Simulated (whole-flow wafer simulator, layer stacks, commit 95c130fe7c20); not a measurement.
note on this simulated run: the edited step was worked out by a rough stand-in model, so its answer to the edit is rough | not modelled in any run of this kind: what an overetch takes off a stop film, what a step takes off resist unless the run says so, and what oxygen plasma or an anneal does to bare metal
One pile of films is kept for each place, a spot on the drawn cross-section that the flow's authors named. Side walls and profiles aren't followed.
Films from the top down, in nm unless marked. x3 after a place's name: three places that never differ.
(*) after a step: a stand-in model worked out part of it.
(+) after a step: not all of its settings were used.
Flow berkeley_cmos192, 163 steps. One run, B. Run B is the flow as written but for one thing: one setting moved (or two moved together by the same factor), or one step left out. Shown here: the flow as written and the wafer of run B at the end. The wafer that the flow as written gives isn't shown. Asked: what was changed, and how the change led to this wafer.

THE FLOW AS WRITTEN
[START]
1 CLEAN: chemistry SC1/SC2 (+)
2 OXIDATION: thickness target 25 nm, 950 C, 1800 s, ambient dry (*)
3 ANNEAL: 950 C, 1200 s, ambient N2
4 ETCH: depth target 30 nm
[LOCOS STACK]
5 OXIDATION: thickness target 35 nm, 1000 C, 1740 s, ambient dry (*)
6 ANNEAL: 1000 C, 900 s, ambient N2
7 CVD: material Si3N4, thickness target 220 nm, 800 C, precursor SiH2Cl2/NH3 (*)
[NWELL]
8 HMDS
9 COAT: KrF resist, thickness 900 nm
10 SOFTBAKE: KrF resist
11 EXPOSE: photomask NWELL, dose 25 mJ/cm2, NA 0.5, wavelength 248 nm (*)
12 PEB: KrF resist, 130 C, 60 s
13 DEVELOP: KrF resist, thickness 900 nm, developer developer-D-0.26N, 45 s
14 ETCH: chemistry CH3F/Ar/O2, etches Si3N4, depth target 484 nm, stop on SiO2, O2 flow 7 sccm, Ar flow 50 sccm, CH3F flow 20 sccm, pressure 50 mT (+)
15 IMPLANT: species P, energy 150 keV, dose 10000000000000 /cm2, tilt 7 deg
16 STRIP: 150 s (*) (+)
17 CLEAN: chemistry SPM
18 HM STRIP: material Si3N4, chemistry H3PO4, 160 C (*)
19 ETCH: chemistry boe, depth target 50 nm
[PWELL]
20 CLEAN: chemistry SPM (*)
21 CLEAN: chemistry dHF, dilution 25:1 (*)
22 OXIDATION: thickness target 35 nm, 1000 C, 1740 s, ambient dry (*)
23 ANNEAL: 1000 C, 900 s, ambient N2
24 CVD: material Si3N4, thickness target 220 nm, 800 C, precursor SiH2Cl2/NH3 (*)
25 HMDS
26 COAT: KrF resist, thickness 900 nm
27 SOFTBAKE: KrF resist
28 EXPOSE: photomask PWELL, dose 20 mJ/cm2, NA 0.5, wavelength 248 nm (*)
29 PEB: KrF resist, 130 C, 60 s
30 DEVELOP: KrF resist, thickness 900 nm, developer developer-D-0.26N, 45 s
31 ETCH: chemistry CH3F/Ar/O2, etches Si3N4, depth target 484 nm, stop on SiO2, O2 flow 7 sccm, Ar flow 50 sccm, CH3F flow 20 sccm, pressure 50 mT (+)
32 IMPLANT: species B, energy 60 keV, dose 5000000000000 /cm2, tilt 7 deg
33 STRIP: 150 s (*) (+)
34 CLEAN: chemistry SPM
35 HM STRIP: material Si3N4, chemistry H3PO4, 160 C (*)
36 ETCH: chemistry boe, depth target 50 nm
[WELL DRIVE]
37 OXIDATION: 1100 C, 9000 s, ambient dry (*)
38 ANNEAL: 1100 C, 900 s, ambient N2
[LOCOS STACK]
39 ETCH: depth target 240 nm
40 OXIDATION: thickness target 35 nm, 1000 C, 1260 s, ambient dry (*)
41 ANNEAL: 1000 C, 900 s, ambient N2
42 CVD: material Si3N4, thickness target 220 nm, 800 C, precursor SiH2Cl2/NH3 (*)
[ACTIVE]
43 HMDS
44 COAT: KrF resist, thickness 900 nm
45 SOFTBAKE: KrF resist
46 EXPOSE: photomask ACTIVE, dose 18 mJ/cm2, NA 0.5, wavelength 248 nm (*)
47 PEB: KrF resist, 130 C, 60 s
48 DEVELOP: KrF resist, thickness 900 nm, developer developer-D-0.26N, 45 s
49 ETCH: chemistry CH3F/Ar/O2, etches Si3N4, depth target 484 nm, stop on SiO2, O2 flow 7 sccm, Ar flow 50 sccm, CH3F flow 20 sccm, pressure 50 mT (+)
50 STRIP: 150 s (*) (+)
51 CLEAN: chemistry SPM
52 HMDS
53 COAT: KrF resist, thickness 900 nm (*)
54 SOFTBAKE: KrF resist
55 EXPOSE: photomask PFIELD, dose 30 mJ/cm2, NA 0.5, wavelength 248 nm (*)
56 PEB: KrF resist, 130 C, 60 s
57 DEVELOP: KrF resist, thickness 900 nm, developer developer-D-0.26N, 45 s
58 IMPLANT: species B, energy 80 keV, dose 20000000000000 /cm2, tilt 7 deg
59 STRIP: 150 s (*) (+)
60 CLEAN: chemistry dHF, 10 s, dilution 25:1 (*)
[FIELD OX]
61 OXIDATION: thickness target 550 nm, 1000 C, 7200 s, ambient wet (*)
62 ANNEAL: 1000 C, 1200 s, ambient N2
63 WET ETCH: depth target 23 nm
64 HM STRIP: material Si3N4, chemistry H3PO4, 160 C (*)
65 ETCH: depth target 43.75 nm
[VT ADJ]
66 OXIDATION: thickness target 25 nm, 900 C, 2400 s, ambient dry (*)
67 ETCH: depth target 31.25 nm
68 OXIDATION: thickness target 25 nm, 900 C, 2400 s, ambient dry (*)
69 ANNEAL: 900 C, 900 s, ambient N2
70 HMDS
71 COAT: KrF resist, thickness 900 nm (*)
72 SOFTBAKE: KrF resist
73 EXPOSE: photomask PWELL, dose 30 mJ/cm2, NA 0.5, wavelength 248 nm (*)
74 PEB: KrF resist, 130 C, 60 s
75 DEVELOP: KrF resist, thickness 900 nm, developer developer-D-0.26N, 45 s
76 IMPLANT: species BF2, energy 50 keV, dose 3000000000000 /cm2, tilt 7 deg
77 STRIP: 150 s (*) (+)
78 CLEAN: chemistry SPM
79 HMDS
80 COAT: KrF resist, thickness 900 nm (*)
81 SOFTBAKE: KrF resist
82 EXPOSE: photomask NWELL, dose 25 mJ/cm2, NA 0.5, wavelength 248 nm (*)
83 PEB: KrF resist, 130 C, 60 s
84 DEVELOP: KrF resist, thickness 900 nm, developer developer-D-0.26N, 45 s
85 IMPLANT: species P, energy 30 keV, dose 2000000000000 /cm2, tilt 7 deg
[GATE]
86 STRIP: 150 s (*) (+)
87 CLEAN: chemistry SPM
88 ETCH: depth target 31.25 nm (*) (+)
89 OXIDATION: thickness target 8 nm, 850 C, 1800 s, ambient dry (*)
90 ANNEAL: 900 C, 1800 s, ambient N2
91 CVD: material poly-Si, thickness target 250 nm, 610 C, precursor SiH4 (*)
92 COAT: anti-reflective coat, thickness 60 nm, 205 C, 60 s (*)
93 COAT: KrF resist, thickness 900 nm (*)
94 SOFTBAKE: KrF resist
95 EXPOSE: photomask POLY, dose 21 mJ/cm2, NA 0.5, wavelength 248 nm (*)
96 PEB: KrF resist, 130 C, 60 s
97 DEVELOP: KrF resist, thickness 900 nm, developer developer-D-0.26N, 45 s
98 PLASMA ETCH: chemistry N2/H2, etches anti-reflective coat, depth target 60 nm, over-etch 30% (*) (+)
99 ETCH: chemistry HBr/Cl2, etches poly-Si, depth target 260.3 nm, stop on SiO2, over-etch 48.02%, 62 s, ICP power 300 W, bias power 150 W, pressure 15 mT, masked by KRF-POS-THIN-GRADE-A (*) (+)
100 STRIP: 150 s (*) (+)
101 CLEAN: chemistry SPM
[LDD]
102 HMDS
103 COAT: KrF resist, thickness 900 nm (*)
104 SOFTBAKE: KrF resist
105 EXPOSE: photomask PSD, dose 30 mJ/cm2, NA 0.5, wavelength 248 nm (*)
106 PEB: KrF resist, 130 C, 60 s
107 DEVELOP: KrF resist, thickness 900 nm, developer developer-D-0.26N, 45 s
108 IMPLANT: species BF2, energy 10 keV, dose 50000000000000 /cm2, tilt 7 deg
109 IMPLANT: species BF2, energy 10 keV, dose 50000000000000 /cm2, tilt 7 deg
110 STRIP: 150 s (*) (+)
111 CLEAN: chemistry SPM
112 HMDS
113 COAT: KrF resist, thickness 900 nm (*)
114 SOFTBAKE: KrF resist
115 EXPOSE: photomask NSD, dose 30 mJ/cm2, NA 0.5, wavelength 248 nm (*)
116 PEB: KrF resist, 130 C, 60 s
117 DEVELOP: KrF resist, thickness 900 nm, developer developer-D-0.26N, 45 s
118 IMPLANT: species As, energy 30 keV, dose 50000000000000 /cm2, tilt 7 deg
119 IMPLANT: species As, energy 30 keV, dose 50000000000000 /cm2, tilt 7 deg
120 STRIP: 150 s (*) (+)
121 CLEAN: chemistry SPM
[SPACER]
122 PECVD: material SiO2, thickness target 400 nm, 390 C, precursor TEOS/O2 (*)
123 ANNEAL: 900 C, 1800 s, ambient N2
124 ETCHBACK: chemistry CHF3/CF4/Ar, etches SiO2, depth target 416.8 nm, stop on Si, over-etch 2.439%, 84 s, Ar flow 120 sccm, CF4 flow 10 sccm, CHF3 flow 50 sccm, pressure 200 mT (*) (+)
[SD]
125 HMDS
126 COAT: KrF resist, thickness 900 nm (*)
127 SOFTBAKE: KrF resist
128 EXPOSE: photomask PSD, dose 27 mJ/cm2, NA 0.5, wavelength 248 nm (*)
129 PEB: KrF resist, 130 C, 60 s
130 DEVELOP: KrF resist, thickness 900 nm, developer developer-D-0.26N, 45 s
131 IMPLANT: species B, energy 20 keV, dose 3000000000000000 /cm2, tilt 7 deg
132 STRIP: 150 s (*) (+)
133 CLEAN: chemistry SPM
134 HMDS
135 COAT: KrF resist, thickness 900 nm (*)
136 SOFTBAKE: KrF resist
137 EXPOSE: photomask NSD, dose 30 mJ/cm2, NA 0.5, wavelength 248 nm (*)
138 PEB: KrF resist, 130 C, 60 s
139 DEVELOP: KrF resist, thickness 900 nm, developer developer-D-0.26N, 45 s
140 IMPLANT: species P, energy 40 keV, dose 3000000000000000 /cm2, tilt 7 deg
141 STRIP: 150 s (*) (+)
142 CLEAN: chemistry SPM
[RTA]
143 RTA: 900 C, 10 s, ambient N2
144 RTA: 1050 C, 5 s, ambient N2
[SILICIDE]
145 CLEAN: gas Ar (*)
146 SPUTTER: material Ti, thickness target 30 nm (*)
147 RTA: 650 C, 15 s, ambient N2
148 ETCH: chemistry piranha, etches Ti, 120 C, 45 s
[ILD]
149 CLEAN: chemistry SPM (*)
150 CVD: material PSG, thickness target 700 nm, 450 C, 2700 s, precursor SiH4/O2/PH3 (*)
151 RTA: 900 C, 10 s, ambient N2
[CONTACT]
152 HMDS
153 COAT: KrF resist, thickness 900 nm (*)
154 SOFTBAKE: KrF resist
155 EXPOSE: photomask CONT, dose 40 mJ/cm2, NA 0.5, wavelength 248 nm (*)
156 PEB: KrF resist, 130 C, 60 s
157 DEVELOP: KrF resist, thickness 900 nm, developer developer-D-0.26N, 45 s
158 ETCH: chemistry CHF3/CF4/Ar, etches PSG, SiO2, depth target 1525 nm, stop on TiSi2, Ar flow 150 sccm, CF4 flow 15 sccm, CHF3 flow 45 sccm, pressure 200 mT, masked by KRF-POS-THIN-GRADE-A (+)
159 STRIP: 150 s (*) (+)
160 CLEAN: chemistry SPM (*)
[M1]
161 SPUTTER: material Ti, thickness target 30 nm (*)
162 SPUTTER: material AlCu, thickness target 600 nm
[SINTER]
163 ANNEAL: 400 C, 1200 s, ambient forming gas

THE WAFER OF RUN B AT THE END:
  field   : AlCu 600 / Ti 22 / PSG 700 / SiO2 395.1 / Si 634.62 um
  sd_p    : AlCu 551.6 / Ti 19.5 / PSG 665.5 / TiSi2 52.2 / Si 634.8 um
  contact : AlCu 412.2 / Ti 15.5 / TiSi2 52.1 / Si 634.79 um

The cause: step 161, SPUTTER: thickness target 22 nm was run, where the flow has thickness target 30 nm.
It can be read off the wafer: field has Ti 22, and step 161 as written asks for 30 nm.

How the change led to this, step by step:
  161 SPUTTER: material Ti, thickness target 30 nm (*)
      field, sd_n, spacer_n, gate, spacer_p, gate_p, m1: Ti +22 (new film) (as written it would be: Ti +30 (new film))
      sd_p: Ti +19.5 (new film) (as written it would be: Ti +26.6 (new film))
      (and at 1 more place)
